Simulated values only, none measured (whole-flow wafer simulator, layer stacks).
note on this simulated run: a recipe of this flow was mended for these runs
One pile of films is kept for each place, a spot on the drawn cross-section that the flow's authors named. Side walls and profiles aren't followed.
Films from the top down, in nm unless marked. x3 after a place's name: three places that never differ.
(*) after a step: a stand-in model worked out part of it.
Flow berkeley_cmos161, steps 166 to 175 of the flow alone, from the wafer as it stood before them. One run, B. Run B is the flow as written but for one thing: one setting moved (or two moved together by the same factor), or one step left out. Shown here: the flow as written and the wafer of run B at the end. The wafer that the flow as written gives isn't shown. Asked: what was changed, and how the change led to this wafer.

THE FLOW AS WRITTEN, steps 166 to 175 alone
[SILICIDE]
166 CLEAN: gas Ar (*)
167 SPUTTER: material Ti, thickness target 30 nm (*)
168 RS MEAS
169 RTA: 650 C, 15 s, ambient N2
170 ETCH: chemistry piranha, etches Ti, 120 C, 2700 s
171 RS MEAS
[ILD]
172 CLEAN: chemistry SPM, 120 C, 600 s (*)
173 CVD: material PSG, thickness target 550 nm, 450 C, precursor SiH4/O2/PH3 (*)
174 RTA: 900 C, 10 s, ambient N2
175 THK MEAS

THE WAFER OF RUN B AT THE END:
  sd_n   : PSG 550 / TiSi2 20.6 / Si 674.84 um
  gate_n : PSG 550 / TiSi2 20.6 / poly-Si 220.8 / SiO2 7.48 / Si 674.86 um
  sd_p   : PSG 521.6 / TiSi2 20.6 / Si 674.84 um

The cause: step 167, SPUTTER: thickness target 12 nm was run, where the flow has thickness target 30 nm.

How the change led to this, step by step:
  167 SPUTTER: material Ti, thickness target 30 nm (*)
      field, sd_n, spacer_n, gate_n, sd_p, spacer_p, gate_p, contact x2: Ti +12 (new film) (as written it would be: Ti +30 (new film))
  169 RTA: 650 C, 15 s, ambient N2
      sd_n, sd_p, contact x2: Ti -9.36, TiSi2 C49 +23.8 (new film), Si -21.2 (as written it would be: Ti -23.4, TiSi first +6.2 (new film), TiSi2 C49 +50.3 (new film), Si -49)
      gate_n, gate_p: Ti -9.36, TiSi2 C49 +23.8 (new film), poly-Si -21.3 (as written it would be: Ti -23.4, TiSi first +6.2 (new film), TiSi2 C49 +50.3 (new film), poly-Si -49.2)
  170 ETCH: chemistry piranha, etches Ti, 120 C, 2700 s
      sd_n, gate_n, sd_p, gate_p, contact x2: Ti -2.64 (all of it), TiSi2 C49 -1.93 (as written it would be: Ti -6.6 (all of it), TiSi first -1.93)
      field, spacer_n, spacer_p: Ti -12 (all of it) (as written it would be: Ti -30 (all of it))
  174 RTA: 900 C, 10 s, ambient N2
      sd_n, sd_p, contact x2: under 1 film: TiSi2 +20.6 (new film), TiSi2 C49 -21.9 (all of it) (as written it would be: under 1 film: TiSi2 +53.3 (new film), TiSi first -4.27 (all of it), TiSi2 C49 -50.3 (all of it), Si -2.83)
      gate_n, gate_p: under 1 film: TiSi2 +20.6 (new film), TiSi2 C49 -21.9 (all of it) (as written it would be: under 1 film: TiSi2 +53.3 (new film), TiSi first -4.27 (all of it), TiSi2 C49 -50.3 (all of it), poly-Si -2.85)
